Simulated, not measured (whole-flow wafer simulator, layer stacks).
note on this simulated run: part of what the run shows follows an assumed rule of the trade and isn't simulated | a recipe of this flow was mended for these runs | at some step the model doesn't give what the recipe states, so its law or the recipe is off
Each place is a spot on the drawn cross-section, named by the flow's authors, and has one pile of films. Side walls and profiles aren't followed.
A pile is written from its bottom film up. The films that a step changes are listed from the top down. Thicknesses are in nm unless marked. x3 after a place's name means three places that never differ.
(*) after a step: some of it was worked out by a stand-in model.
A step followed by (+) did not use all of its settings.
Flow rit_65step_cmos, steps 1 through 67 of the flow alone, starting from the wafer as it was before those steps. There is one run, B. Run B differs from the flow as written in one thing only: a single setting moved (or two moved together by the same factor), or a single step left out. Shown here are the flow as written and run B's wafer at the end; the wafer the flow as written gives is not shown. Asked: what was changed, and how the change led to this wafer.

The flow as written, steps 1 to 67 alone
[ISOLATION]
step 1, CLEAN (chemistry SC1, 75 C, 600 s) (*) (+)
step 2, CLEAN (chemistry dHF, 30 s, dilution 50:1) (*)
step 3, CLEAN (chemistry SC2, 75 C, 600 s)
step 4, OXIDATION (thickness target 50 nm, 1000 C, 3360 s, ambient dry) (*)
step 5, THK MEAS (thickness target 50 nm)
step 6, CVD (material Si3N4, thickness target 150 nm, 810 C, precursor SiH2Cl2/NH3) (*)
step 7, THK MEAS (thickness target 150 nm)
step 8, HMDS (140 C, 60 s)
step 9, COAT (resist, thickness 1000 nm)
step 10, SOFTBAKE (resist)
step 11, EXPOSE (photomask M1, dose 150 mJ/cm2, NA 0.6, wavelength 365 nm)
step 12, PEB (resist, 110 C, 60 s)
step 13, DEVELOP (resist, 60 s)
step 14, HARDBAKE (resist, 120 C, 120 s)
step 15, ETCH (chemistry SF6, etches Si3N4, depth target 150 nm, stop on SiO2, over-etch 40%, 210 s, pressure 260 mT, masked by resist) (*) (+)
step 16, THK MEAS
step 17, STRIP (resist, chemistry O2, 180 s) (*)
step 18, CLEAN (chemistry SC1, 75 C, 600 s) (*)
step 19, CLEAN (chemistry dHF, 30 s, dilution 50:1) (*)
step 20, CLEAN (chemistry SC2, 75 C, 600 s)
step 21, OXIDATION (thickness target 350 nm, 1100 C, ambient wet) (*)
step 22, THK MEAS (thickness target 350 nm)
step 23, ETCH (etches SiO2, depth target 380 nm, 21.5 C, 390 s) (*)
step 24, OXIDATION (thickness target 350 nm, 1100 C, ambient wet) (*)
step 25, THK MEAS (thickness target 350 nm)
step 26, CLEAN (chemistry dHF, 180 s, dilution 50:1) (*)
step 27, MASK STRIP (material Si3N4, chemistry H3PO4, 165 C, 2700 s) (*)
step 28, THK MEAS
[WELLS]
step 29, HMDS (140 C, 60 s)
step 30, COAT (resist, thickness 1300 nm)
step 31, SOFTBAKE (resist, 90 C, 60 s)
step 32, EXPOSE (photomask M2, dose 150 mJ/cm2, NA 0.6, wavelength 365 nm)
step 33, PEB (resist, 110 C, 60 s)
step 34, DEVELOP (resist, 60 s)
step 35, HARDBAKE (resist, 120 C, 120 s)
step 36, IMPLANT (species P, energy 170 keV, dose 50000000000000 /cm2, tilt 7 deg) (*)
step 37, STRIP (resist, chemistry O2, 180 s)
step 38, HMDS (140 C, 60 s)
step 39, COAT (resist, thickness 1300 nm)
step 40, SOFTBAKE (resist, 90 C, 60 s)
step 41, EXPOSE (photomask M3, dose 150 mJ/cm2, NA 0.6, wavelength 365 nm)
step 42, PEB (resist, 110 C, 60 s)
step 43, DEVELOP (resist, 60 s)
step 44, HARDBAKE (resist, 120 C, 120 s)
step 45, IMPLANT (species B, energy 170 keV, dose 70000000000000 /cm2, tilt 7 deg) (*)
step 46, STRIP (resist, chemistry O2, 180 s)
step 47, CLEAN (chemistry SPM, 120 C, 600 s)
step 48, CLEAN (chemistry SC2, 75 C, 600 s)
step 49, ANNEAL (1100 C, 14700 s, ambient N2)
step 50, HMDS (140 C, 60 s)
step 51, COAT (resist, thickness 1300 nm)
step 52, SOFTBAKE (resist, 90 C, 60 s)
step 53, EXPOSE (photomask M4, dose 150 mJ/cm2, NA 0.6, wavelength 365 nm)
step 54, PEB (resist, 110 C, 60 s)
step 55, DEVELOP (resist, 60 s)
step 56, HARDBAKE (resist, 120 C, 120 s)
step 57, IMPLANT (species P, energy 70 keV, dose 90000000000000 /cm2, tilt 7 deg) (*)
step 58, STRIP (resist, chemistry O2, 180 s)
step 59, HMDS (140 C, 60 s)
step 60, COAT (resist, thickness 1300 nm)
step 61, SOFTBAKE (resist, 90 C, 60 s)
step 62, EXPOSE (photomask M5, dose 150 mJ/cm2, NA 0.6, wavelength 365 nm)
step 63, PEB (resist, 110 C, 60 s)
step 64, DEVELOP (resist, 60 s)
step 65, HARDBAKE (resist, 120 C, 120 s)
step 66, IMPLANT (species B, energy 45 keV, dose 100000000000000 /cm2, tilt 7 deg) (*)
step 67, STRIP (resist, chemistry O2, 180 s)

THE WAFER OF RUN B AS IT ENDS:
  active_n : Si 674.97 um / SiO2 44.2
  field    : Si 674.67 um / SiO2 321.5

Cause: step 27, MASK STRIP: 3004 s was run, whereas the flow has 2700 s.

How this came from the change, step by step:
  step 27, MASK STRIP (material Si3N4, chemistry H3PO4, 165 C, 2700 s) (*)
      active_n, active_p, gate_n and 7 more: -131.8 Si3N4 (all of it), -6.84 SiO2 (in the flow as written it would be: -131.8 Si3N4 (all of it), -5.64 SiO2)
      field, field_pw, field_nw, field_p: -11.9 SiO2 (in the flow as written it would be: -10.7 SiO2)
